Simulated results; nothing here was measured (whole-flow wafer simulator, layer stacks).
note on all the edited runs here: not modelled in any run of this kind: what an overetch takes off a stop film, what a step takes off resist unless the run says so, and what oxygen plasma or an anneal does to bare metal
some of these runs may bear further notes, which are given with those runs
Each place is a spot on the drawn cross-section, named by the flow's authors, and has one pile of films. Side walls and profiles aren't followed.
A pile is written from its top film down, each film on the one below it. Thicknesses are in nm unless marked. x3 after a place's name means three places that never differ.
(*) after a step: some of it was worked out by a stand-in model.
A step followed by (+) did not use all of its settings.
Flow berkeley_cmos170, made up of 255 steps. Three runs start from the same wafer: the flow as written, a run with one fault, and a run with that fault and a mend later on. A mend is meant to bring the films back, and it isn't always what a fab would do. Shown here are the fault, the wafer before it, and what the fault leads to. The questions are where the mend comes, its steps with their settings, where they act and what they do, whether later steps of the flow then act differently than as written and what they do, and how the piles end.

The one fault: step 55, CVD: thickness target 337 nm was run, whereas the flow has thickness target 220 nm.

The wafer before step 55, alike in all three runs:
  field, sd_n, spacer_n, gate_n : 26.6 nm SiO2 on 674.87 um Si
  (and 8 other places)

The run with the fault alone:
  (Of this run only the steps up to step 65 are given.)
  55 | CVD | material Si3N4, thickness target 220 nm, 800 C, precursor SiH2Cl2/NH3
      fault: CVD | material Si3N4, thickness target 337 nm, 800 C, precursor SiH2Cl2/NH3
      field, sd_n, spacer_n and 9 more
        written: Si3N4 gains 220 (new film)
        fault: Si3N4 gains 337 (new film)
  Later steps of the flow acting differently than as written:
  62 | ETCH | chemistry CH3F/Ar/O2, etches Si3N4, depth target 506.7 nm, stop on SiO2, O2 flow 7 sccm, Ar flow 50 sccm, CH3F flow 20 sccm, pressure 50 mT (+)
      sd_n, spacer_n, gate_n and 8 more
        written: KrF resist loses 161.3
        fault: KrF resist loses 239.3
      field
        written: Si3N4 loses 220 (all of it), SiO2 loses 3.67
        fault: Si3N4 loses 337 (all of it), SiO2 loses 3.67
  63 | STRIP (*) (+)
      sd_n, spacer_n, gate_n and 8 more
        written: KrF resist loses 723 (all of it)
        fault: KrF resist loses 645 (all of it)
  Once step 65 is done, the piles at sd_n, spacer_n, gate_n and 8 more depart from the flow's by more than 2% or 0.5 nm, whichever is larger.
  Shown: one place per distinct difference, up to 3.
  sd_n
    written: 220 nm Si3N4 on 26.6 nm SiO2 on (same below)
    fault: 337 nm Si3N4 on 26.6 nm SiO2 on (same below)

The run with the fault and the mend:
  The mend follows step 55.
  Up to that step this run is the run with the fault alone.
  55a | ETCH | chemistry h3po4, depth target 117 nm
      field, sd_n, spacer_n and 9 more
        Si3N4 loses 117
  Every later step of the flow that is run acts as written at every place that is followed.
  At every place that both follow, the piles at the end match the flow's.
